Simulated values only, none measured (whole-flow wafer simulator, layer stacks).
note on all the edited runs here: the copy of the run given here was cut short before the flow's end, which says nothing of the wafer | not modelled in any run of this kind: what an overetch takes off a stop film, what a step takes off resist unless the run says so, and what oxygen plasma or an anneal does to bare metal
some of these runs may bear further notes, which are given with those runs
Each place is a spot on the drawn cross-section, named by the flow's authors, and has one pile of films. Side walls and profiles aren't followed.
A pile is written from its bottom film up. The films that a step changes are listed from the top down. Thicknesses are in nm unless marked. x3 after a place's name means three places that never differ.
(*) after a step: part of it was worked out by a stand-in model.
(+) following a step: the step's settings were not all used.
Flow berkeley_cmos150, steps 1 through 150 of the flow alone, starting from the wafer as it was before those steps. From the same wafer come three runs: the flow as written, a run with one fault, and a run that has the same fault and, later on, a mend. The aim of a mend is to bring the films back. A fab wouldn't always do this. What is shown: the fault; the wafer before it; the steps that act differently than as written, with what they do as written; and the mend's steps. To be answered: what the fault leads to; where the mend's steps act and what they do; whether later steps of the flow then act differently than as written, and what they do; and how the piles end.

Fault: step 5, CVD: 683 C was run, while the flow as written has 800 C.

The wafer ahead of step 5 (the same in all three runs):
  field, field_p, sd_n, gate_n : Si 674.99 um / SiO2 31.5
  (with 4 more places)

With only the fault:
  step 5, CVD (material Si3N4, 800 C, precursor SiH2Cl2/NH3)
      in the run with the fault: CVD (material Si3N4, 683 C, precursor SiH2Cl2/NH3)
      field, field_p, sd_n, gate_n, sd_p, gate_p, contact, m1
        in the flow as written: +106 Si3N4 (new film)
        in the run with the fault: +14.8 Si3N4 (new film)
  Later steps of the flow acting differently than as written (not shown: 34 more steps that differ only slightly, by at most 2% or 0.5 nm, whichever is larger):
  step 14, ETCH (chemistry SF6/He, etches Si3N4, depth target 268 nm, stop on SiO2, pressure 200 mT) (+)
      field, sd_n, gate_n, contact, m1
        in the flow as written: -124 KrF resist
        in the run with the fault: -24.7 KrF resist
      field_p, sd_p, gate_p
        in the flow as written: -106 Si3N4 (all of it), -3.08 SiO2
        in the run with the fault: -14.8 Si3N4 (all of it), -3.08 SiO2
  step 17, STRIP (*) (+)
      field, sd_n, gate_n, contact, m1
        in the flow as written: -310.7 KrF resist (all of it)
        in the run with the fault: -410 KrF resist (all of it)
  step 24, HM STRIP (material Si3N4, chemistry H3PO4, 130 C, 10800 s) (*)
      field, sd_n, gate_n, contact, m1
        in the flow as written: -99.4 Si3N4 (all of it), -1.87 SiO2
        in the run with the fault: -8.09 Si3N4 (all of it), -2.65 SiO2
  When the end is reached, the piles differ only a little from the flow's at the places that both follow, at most by 2% or 0.5 nm, whichever is larger.

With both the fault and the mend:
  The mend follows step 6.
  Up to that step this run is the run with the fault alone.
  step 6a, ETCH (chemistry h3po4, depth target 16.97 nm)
      field, field_p, sd_n, gate_n, sd_p, gate_p, contact, m1
        -14.8 Si3N4 (all of it)
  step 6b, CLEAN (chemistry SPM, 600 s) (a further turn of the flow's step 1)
      alters no film at any place that is followed
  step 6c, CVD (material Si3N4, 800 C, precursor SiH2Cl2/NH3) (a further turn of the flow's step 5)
      field, field_p, sd_n, gate_n, sd_p, gate_p, contact, m1
        +106 Si3N4 (new film)
  None of the later steps of the flow acts differently than as written at any place that is followed.
  The piles end the same as the flow's at every place that both follow.
